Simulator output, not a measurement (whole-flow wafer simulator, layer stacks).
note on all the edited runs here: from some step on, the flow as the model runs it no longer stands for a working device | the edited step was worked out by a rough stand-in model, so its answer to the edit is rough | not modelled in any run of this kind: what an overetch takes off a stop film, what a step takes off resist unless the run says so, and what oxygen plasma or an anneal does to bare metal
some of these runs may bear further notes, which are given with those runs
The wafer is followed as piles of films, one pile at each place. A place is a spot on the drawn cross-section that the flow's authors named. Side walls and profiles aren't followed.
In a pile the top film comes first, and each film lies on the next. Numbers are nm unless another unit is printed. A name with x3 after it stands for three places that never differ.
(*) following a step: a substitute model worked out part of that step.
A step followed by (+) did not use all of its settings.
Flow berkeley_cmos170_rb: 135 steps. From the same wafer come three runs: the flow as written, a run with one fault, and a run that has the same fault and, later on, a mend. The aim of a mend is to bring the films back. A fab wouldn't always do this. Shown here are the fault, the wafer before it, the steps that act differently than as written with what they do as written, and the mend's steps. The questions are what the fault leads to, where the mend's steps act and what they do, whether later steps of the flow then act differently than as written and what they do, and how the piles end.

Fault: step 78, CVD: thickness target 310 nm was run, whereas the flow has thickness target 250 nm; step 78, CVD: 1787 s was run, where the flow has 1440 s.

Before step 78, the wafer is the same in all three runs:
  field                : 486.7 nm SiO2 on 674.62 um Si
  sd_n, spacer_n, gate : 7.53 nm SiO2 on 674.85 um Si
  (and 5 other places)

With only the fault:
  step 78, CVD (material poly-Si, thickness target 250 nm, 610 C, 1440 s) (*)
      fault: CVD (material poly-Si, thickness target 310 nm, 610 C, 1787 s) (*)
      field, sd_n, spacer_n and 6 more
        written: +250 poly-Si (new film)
        fault: +310 poly-Si (new film)
  Steps further on in the flow that do not act as written (9 more steps, not shown, differ only slightly: by at most 2% or 0.5 nm, whichever is larger):
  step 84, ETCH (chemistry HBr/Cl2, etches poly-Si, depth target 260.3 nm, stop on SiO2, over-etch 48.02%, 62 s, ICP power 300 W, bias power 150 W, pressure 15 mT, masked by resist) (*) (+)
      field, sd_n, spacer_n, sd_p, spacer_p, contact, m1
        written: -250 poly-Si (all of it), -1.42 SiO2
        fault: -310 poly-Si (all of it), -0.38 SiO2
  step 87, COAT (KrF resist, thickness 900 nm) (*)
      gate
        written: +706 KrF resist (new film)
        fault: +660.8 KrF resist (new film)
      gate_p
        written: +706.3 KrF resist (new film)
        fault: +661.5 KrF resist (new film)
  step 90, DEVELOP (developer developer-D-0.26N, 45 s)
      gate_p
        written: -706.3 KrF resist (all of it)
        fault: -661.5 KrF resist (all of it)
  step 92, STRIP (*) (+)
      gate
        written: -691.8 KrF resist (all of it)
        fault: -646.6 KrF resist (all of it)
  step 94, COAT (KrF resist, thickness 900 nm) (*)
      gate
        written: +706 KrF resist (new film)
        fault: +660.8 KrF resist (new film)
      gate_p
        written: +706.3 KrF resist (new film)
        fault: +661.5 KrF resist (new film)
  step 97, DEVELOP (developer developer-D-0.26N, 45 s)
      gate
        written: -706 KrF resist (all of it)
        fault: -660.8 KrF resist (all of it)
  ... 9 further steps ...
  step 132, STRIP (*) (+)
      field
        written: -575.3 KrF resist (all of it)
        fault: -588.1 KrF resist (all of it)
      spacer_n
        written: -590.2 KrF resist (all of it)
        fault: -562.8 KrF resist (all of it)
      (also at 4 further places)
  The piles end different from the flow's at spacer_n, gate, spacer_p, gate_p by more than 2% or 0.5 nm, whichever is larger.
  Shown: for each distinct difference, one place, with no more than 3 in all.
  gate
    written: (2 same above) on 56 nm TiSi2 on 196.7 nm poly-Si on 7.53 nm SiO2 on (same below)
    fault: (2 same above) on 56 nm TiSi2 on 256.7 nm poly-Si on 7.53 nm SiO2 on (same below)
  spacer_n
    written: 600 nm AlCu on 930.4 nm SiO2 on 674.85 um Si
    fault: 600 nm AlCu on 990.4 nm SiO2 on 674.85 um Si
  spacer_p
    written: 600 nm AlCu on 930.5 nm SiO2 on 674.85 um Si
    fault: 600 nm AlCu on 990.5 nm SiO2 on 674.85 um Si

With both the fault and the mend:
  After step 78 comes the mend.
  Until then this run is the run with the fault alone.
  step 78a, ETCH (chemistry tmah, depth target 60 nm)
      field, sd_n, spacer_n and 6 more
        -60 poly-Si
  Every later step of the flow that is run acts as written at every place that is followed.
  By the end, the piles equal the flow's at every place that both follow.
